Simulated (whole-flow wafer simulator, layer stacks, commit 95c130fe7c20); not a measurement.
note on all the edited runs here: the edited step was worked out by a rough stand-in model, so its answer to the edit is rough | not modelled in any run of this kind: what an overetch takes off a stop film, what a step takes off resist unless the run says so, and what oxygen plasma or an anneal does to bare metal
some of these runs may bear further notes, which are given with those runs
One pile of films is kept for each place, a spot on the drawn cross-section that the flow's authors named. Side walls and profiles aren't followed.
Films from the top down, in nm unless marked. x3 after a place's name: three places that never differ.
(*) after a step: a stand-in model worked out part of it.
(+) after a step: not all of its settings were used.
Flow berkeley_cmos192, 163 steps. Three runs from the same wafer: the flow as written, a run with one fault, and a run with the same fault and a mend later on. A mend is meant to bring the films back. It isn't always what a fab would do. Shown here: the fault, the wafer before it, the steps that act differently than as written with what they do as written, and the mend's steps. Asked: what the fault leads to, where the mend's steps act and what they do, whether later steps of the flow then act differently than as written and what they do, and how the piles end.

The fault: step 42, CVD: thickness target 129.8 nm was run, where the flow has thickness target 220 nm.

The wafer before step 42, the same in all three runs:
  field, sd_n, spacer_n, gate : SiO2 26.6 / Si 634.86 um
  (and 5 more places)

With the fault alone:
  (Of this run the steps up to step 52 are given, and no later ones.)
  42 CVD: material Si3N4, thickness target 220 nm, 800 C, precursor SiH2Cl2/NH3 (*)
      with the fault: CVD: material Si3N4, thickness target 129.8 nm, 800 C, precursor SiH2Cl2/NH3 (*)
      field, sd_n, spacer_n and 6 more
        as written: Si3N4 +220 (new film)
        with the fault: Si3N4 +129.8 (new film)
  Later steps of the flow that act differently than as written:
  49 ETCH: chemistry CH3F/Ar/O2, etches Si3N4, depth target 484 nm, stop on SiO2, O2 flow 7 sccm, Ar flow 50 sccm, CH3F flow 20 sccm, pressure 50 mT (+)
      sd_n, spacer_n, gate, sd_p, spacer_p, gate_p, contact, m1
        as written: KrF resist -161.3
        with the fault: KrF resist -101.2
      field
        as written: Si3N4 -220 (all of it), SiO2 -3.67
        with the fault: Si3N4 -129.8 (all of it), SiO2 -3.67
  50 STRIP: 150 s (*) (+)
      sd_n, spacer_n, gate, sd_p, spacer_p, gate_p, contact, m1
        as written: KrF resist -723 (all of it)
        with the fault: KrF resist -783.2 (all of it)
  After step 52 the piles differ from the flow's by more than 2% or 0.5 nm, whichever is larger, at sd_n, spacer_n, gate, sd_p, spacer_p, gate_p, contact, m1.
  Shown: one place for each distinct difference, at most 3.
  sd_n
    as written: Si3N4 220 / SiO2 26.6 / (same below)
    with the fault: Si3N4 129.8 / SiO2 26.6 / (same below)

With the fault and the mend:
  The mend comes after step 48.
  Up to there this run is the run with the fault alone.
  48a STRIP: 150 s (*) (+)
      sd_n, spacer_n, gate, sd_p, spacer_p, gate_p, contact, m1
        KrF resist -884.4 (all of it)
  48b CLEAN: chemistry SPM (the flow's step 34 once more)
      changes no film at any place that is followed
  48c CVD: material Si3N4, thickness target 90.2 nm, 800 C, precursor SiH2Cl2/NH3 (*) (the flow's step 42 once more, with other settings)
      field, sd_n, spacer_n and 6 more
        Si3N4 +90.2
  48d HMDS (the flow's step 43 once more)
      changes no film at any place that is followed
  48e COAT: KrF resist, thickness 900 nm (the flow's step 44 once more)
      field, sd_n, spacer_n and 6 more
        KrF resist +900 (new film)
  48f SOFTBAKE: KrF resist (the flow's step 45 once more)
      changes no film at any place that is followed
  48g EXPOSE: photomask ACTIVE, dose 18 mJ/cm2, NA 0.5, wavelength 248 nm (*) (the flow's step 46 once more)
      changes no film at any place that is followed
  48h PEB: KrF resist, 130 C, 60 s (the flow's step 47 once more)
      field, sd_n, spacer_n and 6 more
        KrF resist -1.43
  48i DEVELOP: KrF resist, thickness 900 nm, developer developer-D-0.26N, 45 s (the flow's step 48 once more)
      sd_n, spacer_n, gate, sd_p, spacer_p, gate_p, contact, m1
        KrF resist -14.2
      field
        KrF resist -898.6 (all of it)
  No later step of the flow acts differently than as written at any place that is followed.
  At the end the piles are the same as the flow's at every place that both follow.
